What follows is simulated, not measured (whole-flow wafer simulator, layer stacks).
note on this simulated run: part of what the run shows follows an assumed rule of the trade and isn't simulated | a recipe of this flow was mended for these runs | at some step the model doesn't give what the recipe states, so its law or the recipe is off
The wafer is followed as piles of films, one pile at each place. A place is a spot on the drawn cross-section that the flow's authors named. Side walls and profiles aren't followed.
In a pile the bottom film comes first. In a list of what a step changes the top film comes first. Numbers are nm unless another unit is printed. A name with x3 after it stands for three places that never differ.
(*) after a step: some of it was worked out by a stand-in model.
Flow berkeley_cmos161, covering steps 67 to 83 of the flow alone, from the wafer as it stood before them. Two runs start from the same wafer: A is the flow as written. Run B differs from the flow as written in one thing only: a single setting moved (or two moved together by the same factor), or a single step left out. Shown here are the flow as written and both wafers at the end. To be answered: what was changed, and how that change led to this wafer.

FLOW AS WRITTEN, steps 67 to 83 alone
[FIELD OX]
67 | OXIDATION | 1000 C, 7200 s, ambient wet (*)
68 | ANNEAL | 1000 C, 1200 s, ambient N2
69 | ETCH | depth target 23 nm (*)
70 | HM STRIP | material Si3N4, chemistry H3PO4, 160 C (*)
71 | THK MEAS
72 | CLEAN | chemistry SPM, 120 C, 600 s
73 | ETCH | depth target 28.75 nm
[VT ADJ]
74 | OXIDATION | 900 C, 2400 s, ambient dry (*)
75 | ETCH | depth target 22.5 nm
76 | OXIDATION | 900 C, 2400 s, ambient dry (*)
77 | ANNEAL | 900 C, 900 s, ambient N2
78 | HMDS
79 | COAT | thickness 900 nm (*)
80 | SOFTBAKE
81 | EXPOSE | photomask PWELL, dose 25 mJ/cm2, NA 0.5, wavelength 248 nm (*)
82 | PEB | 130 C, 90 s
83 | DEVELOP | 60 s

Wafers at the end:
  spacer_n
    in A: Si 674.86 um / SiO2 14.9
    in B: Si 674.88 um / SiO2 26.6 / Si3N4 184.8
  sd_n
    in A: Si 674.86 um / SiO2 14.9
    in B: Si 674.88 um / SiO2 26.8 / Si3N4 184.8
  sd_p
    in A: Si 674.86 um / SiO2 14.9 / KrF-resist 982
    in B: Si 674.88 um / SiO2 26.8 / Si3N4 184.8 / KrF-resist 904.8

Cause: step 69, ETCH: depth target 10 nm was run, whereas the flow has depth target 23 nm.

Step by step, how the change led to this:
  69 | ETCH | depth target 23 nm (*)
      sd_n, spacer_n, gate_n, sd_p, spacer_p, gate_p, contact, m1: A SiO2 loses 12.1 (all of it), Si3N4 loses 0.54 | B SiO2 loses 10
      field: A SiO2 loses 23 | B SiO2 loses 10
  70 | HM STRIP | material Si3N4, chemistry H3PO4, 160 C (*)
      sd_n, spacer_n, gate_n, sd_p, spacer_p, gate_p, contact, m1: A Si3N4 loses 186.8 (all of it), SiO2 loses 8.69 | B nothing
      field: A SiO2 loses 14.5 | B nothing
  73 | ETCH | depth target 28.75 nm
      spacer_n, gate_n, spacer_p, gate_p, contact, m1: A SiO2 loses 17.9 (all of it) | B SiO2 loses 2.14 (all of it), Si3N4 loses 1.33
      sd_n, sd_p: A SiO2 loses 18.1 (all of it) | B SiO2 loses 2.14 (all of it), Si3N4 loses 1.33
  74 | OXIDATION | 900 C, 2400 s, ambient dry (*)
      sd_n, spacer_n, gate_n, sd_p, spacer_p, gate_p, contact, m1: A SiO2 gains 14.9 (new film), Si loses 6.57 | B nothing
  75 | ETCH | depth target 22.5 nm
      sd_n, spacer_n, gate_n, sd_p, spacer_p, gate_p, contact, m1: A SiO2 loses 14.9 (all of it) | B Si3N4 loses 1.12
  76 | OXIDATION | 900 C, 2400 s, ambient dry (*)
      sd_n, spacer_n, gate_n, sd_p, spacer_p, gate_p, contact, m1: A SiO2 gains 14.9 (new film), Si loses 6.57 | B nothing
  79 | COAT | thickness 900 nm (*)
      field: A KrF-resist gains 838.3 (new film) | B KrF-resist gains 886.1 (new film)
      sd_n: A KrF-resist gains 1020.9 (new film) | B KrF-resist gains 926.2 (new film)
      (as well as at 7 more places)
  83 | DEVELOP | 60 s
      field: A KrF-resist loses 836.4 (all of it) | B KrF-resist loses 884 (all of it)
      sd_n: A KrF-resist loses 1018.4 (all of it) | B KrF-resist loses 924 (all of it)
      (as well as at 4 more places)
